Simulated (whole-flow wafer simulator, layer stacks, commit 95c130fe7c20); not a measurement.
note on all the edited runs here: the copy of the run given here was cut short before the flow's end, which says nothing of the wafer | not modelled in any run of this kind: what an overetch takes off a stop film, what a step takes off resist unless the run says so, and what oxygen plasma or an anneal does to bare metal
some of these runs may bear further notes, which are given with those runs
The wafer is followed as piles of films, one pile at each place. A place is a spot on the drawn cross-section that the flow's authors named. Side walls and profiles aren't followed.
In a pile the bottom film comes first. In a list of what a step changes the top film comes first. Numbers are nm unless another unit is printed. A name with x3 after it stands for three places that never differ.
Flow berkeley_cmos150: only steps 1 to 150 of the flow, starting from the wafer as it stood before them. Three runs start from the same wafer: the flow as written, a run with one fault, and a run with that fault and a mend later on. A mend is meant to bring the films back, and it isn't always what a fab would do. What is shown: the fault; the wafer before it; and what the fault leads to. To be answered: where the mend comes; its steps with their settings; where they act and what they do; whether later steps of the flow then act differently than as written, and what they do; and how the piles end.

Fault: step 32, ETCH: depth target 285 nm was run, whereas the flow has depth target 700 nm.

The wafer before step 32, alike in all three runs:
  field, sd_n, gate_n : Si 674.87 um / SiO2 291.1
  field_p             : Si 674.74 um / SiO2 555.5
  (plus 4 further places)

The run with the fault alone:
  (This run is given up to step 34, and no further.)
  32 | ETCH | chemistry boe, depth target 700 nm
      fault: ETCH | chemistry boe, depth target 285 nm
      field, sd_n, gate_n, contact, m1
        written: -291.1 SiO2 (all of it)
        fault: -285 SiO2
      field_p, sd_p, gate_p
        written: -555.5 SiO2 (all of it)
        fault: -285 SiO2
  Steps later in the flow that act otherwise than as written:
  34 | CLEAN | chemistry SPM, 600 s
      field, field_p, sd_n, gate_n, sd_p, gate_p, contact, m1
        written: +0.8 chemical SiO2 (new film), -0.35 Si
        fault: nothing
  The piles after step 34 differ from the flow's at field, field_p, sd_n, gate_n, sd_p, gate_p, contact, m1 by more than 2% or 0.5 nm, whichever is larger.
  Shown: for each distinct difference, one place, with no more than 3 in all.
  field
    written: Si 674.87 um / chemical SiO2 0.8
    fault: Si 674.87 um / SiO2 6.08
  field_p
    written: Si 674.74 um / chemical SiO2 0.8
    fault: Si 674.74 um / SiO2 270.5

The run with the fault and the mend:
  The mend follows step 33.
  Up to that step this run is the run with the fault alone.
  33a | ETCH | chemistry boe, depth target 415 nm (a further turn of the flow's step 32, with different settings)
      field, sd_n, gate_n, contact, m1
        -6.08 SiO2 (all of it)
      field_p, sd_p, gate_p
        -270.5 SiO2 (all of it)
  Later steps of the flow that are run all act as written at every place that is followed.
  The piles end the same as the flow's at every place that both follow.
